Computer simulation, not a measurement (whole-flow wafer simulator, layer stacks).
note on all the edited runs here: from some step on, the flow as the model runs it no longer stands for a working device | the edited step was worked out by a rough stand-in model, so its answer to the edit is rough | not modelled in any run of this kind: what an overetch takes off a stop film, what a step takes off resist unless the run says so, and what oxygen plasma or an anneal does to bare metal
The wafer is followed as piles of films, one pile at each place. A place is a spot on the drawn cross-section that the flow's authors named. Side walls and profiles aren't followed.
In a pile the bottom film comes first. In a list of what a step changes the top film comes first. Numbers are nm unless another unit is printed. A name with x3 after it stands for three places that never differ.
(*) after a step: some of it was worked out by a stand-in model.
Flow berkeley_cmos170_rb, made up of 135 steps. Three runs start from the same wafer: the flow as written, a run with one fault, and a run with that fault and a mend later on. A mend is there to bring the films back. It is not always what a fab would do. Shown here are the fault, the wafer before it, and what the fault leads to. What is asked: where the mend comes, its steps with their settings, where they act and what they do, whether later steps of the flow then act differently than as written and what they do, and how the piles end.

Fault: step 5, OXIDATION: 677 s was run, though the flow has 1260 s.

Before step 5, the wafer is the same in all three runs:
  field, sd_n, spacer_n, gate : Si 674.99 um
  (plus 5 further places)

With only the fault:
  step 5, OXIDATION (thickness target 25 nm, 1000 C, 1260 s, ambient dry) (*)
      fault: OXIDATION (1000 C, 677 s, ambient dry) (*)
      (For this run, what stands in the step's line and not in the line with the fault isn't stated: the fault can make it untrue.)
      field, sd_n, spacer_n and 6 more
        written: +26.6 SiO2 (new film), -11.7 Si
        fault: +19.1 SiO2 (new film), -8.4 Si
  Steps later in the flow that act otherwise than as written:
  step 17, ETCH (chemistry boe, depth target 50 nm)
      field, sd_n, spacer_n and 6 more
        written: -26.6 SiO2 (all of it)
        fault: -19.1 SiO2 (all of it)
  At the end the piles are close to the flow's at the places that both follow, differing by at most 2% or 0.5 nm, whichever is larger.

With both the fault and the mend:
  The mend stands after step 6.
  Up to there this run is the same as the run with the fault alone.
  step 6a, OXIDATION (1000 C, 491 s, ambient dry) (*) (the flow's step 5 again, with other settings)
      field, sd_n, spacer_n and 6 more
        +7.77 SiO2, -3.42 Si
  None of the later steps of the flow differs from how it acts as written, at any place that is followed, by more than 2% or 0.5 nm, whichever is larger.
  At the end the piles are close to the flow's at the places that both follow, differing by at most 2% or 0.5 nm, whichever is larger.
